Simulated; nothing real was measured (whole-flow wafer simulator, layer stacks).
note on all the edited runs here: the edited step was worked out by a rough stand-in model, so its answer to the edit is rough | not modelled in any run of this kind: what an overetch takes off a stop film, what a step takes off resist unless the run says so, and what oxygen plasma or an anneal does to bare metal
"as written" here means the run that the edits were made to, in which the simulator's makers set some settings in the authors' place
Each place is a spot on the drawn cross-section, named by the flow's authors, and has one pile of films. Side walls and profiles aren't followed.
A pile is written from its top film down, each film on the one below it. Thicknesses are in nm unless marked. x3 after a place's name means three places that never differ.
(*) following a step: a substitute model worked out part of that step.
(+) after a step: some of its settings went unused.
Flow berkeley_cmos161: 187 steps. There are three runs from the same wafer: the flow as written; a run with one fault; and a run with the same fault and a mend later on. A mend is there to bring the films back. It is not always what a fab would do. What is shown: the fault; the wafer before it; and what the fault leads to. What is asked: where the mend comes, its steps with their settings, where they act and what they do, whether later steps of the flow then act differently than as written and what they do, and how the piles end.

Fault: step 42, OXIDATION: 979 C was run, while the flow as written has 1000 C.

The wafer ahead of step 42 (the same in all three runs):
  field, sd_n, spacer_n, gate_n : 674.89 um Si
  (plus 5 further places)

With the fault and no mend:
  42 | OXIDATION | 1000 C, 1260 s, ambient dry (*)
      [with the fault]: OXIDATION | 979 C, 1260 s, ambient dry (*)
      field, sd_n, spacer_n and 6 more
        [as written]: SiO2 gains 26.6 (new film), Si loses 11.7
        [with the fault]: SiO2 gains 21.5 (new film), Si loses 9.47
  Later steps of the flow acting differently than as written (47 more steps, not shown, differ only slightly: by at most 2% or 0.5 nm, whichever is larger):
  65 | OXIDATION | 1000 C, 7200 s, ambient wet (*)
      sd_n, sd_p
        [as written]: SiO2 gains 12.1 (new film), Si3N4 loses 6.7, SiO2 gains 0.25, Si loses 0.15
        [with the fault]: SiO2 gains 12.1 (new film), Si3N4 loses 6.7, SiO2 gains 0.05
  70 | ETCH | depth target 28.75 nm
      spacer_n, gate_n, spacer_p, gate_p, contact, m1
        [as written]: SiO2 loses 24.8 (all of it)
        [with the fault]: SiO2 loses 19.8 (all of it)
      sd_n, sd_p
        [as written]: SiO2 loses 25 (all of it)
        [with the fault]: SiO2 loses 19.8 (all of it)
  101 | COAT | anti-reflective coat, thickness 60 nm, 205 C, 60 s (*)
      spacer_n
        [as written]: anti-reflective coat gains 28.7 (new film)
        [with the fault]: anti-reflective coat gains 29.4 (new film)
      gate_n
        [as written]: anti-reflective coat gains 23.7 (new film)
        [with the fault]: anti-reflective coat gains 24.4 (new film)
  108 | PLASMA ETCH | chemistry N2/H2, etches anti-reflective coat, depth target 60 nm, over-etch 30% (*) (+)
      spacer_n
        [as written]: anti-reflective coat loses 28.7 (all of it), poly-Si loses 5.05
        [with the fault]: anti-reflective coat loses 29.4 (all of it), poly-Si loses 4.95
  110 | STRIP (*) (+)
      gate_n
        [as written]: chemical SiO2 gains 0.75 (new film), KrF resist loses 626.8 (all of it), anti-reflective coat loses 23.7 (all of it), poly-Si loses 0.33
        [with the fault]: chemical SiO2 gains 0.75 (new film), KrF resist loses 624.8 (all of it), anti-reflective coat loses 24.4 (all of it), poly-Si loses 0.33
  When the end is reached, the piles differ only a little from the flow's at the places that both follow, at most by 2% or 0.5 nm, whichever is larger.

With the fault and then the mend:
  After step 43 comes the mend.
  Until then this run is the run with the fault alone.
  43a | OXIDATION | 1000 C, 323 s, ambient dry (*) (the flow's step 42, run once more with other settings)
      field, sd_n, spacer_n and 6 more
        SiO2 gains 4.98, Si loses 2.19
  Later steps of the flow that are run all act as written at every place that is followed, up to a difference of at most 2% or 0.5 nm, whichever is larger.
  The piles end the same as the flow's at every place that both follow.
